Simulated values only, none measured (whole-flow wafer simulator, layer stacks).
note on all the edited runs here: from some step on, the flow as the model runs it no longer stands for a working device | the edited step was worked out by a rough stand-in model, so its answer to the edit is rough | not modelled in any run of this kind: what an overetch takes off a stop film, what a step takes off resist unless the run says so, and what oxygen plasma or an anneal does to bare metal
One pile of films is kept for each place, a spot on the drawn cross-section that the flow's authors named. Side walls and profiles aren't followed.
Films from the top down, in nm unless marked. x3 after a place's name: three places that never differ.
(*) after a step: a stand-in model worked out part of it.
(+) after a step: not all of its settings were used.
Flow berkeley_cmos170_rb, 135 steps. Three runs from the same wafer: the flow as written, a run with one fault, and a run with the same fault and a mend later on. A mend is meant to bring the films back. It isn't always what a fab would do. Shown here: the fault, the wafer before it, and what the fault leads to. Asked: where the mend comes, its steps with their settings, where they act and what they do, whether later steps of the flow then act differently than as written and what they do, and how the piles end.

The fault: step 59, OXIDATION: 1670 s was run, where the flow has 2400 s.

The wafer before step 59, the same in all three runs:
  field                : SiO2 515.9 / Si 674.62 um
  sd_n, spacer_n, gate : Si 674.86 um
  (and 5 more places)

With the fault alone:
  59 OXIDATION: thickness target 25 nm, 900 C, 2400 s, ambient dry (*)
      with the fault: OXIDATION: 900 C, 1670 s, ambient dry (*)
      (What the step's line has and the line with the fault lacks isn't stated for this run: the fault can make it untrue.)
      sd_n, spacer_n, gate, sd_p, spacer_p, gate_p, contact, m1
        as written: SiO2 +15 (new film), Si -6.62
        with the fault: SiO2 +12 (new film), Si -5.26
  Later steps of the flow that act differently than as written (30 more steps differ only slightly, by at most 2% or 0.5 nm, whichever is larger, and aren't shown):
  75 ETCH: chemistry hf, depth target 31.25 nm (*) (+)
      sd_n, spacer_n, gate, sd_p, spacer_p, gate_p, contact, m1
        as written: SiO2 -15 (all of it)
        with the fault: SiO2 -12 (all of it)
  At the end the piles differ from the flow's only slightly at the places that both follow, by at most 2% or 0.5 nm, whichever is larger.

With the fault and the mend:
  The mend comes after step 64.
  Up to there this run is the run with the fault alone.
  64a STRIP (*) (+)
      sd_p
        KrF resist -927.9 (all of it)
      spacer_p
        KrF resist -911.1 (all of it)
      gate_p
        KrF resist -910.3 (all of it)
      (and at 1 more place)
  64b CLEAN (*) (the flow's step 51 once more)
      changes no film at any place that is followed
  64c OXIDATION: 900 C, 720 s, ambient dry (*) (the flow's step 59 once more, with other settings)
      sd_n, spacer_n, gate, sd_p, spacer_p, gate_p, contact, m1
        SiO2 +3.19, Si -1.4
      field
        SiO2 +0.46, Si -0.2
  64d COAT: KrF resist, thickness 900 nm (*) (the flow's step 61 once more)
      field
        KrF resist +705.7 (new film)
      sd_n
        KrF resist +957.4 (new film)
      spacer_n
        KrF resist +924.9 (new film)
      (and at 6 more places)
  64e EXPOSE: photomask PWELL (the flow's step 62 once more)
      changes no film at any place that is followed
  64f PEB: 130 C, 60 s (*) (the flow's step 63 once more)
      changes no film at any place that is followed
  64g DEVELOP: developer developer-D-0.26N, 45 s (the flow's step 64 once more)
      sd_p, spacer_p, gate_p, m1
        KrF resist -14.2
      field
        KrF resist -705.7 (all of it)
      sd_n
        KrF resist -957.4 (all of it)
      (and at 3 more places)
  No later step of the flow acts differently than as written, at any place that is followed, by more than 2% or 0.5 nm, whichever is larger.
  At the end the piles differ from the flow's only slightly at the places that both follow, by at most 2% or 0.5 nm, whichever is larger.
